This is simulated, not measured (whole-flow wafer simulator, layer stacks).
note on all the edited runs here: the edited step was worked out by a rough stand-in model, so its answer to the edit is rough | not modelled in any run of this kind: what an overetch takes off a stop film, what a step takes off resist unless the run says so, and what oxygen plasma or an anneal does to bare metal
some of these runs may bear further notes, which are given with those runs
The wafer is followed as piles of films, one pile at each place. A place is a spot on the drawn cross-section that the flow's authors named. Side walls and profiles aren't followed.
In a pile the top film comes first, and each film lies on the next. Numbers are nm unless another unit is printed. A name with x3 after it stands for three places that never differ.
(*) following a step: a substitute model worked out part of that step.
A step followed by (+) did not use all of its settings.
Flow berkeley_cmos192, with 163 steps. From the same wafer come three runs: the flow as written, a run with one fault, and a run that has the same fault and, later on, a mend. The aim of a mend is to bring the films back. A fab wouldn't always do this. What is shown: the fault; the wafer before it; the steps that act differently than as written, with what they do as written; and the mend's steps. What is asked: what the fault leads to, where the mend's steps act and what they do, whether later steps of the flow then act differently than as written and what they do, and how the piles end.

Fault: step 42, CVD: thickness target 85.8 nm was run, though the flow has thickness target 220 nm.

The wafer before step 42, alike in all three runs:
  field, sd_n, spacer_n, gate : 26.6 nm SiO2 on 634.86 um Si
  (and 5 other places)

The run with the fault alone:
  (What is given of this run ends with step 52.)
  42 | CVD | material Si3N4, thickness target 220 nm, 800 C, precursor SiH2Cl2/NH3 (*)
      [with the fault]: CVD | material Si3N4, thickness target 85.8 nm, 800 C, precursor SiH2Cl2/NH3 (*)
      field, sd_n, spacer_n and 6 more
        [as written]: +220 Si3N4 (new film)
        [with the fault]: +85.8 Si3N4 (new film)
  Steps further on in the flow that do not act as written:
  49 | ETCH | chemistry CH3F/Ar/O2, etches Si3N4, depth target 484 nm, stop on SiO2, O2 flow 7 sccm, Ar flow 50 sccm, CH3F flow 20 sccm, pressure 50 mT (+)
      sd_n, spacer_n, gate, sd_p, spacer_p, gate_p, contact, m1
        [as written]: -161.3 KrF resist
        [with the fault]: -71.9 KrF resist
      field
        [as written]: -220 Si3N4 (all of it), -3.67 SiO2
        [with the fault]: -85.8 Si3N4 (all of it), -3.67 SiO2
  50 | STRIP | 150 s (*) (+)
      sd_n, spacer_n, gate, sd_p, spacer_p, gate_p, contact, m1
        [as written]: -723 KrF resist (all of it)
        [with the fault]: -812.5 KrF resist (all of it)
  After step 52, at sd_n, spacer_n, gate, sd_p, spacer_p, gate_p, contact, m1, the piles differ from the flow's by more than 2% or 0.5 nm, whichever is larger.
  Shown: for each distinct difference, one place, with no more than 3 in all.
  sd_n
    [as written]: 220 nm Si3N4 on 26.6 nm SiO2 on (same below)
    [with the fault]: 85.8 nm Si3N4 on 26.6 nm SiO2 on (same below)

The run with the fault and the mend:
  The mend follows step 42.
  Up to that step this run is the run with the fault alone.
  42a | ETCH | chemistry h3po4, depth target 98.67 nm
      field, sd_n, spacer_n and 6 more
        -85.8 Si3N4 (all of it)
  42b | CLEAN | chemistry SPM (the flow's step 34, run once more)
      does not change any film at any place that is followed
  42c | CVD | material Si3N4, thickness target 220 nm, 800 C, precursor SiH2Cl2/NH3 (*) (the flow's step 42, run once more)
      field, sd_n, spacer_n and 6 more
        +220 Si3N4 (new film)
  Every later step of the flow that is run acts as written at every place that is followed.
  By the end, the piles equal the flow's at every place that both follow.
